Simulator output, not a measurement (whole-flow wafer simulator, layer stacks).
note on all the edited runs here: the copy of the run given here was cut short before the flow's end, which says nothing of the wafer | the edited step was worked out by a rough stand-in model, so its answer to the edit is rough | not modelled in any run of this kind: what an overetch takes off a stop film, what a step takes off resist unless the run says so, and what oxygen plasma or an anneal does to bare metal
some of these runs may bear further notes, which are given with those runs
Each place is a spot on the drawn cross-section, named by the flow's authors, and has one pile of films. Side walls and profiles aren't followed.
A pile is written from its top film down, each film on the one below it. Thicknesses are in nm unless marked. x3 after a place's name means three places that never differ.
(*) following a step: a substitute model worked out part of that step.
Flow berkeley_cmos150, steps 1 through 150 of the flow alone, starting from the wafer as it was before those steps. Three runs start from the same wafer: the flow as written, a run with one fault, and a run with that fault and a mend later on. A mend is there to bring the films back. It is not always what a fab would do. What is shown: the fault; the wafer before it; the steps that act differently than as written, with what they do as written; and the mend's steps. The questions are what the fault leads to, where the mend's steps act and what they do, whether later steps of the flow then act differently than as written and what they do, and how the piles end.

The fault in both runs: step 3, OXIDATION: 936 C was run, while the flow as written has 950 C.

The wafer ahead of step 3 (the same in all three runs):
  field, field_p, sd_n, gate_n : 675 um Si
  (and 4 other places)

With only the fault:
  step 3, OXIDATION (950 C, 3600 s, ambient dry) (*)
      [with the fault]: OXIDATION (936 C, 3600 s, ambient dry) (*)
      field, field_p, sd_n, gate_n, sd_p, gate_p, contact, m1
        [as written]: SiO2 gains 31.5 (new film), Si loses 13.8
        [with the fault]: SiO2 gains 27.2 (new film), Si loses 12
  Every later step of the flow that is run acts as written, at every place that is followed, to within 2% or 0.5 nm, whichever is larger.
  At the end the piles are close to the flow's at the places that both follow, differing by at most 2% or 0.5 nm, whichever is larger.

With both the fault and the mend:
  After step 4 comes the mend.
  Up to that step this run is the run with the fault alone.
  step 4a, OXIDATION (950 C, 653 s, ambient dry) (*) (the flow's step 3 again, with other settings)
      field, field_p, sd_n, gate_n, sd_p, gate_p, contact, m1
        SiO2 gains 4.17, Si loses 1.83
  Every later step of the flow that is run acts as written, at every place that is followed, to within 2% or 0.5 nm, whichever is larger.
  By the end, the piles equal the flow's at every place that both follow.
